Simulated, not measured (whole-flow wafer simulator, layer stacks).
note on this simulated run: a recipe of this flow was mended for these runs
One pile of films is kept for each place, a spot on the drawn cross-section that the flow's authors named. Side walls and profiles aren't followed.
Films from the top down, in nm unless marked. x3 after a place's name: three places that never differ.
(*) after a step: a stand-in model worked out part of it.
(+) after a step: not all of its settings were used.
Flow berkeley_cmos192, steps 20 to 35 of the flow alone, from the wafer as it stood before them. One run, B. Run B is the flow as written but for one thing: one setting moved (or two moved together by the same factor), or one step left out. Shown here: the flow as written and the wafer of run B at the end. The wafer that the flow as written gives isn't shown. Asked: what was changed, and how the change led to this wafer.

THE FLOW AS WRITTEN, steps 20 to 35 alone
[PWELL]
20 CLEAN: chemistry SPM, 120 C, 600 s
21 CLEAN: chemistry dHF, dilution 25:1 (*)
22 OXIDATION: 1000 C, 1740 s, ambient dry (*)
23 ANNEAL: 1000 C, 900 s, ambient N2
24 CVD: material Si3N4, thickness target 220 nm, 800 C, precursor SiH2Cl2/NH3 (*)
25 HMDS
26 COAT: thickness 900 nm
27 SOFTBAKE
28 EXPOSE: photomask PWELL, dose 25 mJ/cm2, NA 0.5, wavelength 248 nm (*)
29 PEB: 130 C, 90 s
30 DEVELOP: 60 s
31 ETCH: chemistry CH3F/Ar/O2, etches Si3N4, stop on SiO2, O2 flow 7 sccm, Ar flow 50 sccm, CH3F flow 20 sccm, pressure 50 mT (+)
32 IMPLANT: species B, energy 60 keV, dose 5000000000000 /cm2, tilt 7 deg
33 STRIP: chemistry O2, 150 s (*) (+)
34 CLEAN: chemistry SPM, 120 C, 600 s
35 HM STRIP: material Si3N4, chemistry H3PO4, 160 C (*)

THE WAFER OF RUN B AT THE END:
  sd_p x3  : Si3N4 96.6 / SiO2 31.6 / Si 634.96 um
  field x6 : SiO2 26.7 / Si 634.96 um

The cause: step 35, HM STRIP: 128 C was run, where the flow has 160 C.

How the change led to this, step by step:
  35 HM STRIP: material Si3N4, chemistry H3PO4, 160 C (*)
      sd_p x3: Si3N4 -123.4 (as written it would be: Si3N4 -220 (all of it), SiO2 -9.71)
      field x6: SiO2 -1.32 (as written it would be: SiO2 -17.1)
